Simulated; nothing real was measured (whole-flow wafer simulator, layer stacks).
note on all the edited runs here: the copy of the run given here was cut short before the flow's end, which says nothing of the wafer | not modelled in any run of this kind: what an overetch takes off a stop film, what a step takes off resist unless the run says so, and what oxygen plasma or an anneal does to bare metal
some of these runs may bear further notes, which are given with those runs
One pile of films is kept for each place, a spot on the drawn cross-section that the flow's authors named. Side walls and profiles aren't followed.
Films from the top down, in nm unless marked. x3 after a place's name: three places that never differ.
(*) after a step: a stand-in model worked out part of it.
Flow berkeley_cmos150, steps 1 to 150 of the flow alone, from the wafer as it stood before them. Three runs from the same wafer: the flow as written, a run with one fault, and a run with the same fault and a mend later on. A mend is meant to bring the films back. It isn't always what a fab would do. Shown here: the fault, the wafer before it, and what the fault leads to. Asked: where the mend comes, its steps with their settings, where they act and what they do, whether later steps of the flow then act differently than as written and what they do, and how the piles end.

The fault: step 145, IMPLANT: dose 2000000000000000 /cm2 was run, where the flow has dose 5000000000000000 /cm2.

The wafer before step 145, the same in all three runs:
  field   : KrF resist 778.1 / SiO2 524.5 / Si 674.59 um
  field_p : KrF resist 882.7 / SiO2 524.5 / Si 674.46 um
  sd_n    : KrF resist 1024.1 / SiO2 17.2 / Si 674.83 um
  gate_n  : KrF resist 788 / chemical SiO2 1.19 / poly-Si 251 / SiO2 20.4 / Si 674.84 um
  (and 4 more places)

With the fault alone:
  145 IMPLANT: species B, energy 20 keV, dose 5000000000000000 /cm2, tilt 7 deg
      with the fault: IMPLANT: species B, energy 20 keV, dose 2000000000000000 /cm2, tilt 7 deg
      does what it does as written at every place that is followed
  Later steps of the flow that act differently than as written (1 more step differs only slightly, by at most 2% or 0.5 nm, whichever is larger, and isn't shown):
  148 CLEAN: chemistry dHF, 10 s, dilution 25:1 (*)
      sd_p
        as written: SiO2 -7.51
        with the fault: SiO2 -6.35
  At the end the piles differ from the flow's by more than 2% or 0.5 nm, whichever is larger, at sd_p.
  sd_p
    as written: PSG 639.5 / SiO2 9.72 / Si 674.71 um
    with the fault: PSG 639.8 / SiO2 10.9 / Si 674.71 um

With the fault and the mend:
  The mend comes after step 145.
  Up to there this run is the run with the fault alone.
  145a IMPLANT: species B, energy 20 keV, dose 3000000000000000 /cm2, tilt 7 deg (the flow's step 145 once more, with other settings)
      changes no film at any place that is followed
  No later step of the flow acts differently than as written at any place that is followed.
  At the end the piles are the same as the flow's at every place that both follow.
